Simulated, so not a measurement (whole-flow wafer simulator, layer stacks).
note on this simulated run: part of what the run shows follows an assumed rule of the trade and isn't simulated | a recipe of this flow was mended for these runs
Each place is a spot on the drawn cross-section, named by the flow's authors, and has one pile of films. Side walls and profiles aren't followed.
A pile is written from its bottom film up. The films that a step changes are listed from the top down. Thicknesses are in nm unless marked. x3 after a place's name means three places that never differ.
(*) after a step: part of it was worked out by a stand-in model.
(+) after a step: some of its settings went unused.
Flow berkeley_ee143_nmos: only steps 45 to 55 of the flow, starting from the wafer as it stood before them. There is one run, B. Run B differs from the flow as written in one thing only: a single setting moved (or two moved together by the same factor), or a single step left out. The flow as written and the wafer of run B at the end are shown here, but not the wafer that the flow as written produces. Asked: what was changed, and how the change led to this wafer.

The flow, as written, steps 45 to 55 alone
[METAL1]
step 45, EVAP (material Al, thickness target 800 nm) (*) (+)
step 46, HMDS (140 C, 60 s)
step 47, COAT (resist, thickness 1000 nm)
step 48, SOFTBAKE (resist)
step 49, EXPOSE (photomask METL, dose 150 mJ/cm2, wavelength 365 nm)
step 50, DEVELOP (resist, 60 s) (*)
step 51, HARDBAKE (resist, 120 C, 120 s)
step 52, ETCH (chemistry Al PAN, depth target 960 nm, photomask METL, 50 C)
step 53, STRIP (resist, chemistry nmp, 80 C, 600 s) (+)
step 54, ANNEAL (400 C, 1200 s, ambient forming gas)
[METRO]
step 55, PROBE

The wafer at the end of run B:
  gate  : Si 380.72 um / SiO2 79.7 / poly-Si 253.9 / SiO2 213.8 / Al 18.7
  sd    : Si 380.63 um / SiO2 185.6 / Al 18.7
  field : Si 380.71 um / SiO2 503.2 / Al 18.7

Cause: step 45, EVAP: thickness target 992 nm was run, though the flow has thickness target 800 nm.

The path from the change to this, step by step:
  step 45, EVAP (material Al, thickness target 800 nm) (*) (+)
      gate, sd, contact, field: Al gains 992 (new film) (it would be, as written: Al gains 800 (new film))
  step 52, ETCH (chemistry Al PAN, depth target 960 nm, photomask METL, 50 C)
      gate, sd, field: Al loses 960 (it would be, as written: Al loses 786.7 (all of it))
If metal films that touch count as one body, gate has 1 body; the flow as written gives 0 bodies.
If metal films that touch count as one body, sd has 1 body; the flow as written gives 0 bodies.
If metal films that touch count as one body, field has 1 body; the flow as written gives 0 bodies.
